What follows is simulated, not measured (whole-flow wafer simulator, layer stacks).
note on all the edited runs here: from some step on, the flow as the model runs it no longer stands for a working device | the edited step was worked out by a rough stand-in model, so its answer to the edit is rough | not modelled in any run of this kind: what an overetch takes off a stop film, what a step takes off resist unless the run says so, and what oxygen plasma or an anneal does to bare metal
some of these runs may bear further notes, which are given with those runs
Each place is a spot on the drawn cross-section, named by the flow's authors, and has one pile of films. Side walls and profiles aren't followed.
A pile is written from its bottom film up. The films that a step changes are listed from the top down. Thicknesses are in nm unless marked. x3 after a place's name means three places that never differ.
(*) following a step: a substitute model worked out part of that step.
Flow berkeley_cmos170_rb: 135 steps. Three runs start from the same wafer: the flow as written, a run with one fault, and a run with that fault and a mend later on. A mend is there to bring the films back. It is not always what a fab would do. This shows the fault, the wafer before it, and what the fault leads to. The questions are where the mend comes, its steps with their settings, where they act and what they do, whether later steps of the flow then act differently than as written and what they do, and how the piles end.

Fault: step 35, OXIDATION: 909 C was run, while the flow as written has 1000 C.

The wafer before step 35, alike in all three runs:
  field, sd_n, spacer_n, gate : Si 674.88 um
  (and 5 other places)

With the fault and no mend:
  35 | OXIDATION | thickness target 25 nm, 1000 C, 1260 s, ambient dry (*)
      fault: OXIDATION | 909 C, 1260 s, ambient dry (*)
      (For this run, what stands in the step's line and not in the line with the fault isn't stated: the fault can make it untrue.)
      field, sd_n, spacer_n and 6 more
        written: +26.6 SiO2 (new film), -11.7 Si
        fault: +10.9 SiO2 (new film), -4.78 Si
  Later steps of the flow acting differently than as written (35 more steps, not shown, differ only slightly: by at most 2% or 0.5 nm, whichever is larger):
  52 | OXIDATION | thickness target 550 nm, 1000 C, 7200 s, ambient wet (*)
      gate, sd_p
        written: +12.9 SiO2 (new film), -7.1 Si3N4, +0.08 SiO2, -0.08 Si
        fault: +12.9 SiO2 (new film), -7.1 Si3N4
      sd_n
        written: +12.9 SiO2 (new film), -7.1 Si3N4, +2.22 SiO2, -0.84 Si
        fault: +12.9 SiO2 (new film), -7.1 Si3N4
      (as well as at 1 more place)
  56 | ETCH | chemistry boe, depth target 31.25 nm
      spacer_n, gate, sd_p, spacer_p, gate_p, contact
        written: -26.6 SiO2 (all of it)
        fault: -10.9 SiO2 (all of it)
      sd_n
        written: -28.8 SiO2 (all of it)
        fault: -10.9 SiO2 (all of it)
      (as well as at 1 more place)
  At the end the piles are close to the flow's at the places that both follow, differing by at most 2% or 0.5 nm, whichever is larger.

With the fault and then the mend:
  The mend follows step 36.
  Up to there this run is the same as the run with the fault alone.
  36a | OXIDATION | 1000 C, 868 s, ambient dry (*) (the flow's step 35 again, with other settings)
      field, sd_n, spacer_n and 6 more
        +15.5 SiO2, -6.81 Si
  None of the later steps of the flow differs from how it acts as written, at any place that is followed, by more than 2% or 0.5 nm, whichever is larger.
  At the end the piles are close to the flow's at the places that both follow, differing by at most 2% or 0.5 nm, whichever is larger.
